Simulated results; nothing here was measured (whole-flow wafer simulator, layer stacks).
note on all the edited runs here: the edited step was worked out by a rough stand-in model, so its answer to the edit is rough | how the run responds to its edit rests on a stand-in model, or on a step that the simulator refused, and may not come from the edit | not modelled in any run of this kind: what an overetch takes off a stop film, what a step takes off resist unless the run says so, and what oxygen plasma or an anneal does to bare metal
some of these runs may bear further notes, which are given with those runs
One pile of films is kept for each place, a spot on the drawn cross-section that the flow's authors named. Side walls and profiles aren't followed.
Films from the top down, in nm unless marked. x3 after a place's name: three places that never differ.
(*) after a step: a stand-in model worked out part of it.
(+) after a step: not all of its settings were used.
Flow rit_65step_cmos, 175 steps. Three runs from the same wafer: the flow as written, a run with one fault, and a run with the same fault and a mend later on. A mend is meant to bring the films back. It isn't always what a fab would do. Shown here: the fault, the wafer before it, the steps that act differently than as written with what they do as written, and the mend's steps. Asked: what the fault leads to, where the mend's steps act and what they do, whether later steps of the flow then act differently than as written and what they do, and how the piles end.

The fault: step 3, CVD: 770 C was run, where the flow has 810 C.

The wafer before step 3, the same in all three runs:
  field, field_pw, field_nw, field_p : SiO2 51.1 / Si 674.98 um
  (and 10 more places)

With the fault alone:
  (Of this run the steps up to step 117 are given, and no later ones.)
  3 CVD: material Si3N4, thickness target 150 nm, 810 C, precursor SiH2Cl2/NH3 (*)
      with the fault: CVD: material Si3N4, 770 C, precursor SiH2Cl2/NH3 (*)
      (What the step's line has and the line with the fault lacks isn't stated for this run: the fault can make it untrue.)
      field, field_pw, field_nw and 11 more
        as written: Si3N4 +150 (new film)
        with the fault: Si3N4 +84.5 (new film)
  Later steps of the flow that act differently than as written (37 more steps differ only slightly, by at most 2% or 0.5 nm, whichever is larger, and aren't shown):
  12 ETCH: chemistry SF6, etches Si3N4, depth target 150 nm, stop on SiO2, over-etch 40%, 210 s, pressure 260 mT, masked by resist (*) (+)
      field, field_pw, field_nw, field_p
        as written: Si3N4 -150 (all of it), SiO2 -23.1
        with the fault: Si3N4 -84.5 (all of it), SiO2 -48.3
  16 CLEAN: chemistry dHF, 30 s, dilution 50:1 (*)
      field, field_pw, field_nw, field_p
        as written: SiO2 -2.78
        with the fault: SiO2 -0.75 (all of it)
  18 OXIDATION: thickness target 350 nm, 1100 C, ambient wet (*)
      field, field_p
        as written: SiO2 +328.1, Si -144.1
        with the fault: SiO2 +347.3 (new film), chemical SiO2 -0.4 (all of it), Si -152.4
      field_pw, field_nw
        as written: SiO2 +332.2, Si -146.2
        with the fault: SiO2 +350 (new film), chemical SiO2 -0.4 (all of it), Si -153.8
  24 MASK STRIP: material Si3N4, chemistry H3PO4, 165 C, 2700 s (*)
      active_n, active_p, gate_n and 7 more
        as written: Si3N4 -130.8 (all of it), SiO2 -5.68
        with the fault: Si3N4 -65.3 (all of it), SiO2 -8.18
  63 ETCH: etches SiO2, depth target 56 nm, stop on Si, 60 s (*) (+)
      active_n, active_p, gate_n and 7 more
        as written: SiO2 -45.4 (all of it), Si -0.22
        with the fault: SiO2 -42.9 (all of it), Si -0.27
  After step 117 the piles differ from the flow's only slightly at the places that both follow, by at most 2% or 0.5 nm, whichever is larger.

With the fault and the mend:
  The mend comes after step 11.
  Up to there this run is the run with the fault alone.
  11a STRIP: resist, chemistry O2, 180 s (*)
      active_n, active_p, gate_n and 7 more
        resist -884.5 (all of it)
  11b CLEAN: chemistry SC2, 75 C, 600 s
      changes no film at any place that is followed
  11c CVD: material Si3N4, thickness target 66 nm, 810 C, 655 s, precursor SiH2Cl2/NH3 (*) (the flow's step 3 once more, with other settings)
      field, field_pw, field_nw and 11 more
        Si3N4 +66
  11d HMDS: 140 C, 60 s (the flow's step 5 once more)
      changes no film at any place that is followed
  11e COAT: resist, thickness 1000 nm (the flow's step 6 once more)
      field, field_pw, field_nw and 11 more
        resist +1000 (new film)
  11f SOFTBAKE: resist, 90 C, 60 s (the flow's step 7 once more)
      changes no film at any place that is followed
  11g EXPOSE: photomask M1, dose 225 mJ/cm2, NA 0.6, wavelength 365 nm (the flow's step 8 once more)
      changes no film at any place that is followed
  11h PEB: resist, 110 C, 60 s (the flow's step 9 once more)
      field, field_pw, field_nw and 11 more
        resist -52
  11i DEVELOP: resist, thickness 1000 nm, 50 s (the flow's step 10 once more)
      field, field_pw, field_nw, field_p
        resist -948 (all of it)
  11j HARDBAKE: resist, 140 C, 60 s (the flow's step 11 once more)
      active_n, active_p, gate_n and 7 more
        resist -63.5
  No later step of the flow acts differently than as written, at any place that is followed, by more than 2% or 0.5 nm, whichever is larger.
  At the end the piles differ from the flow's only slightly at the places that both follow, by at most 2% or 0.5 nm, whichever is larger.
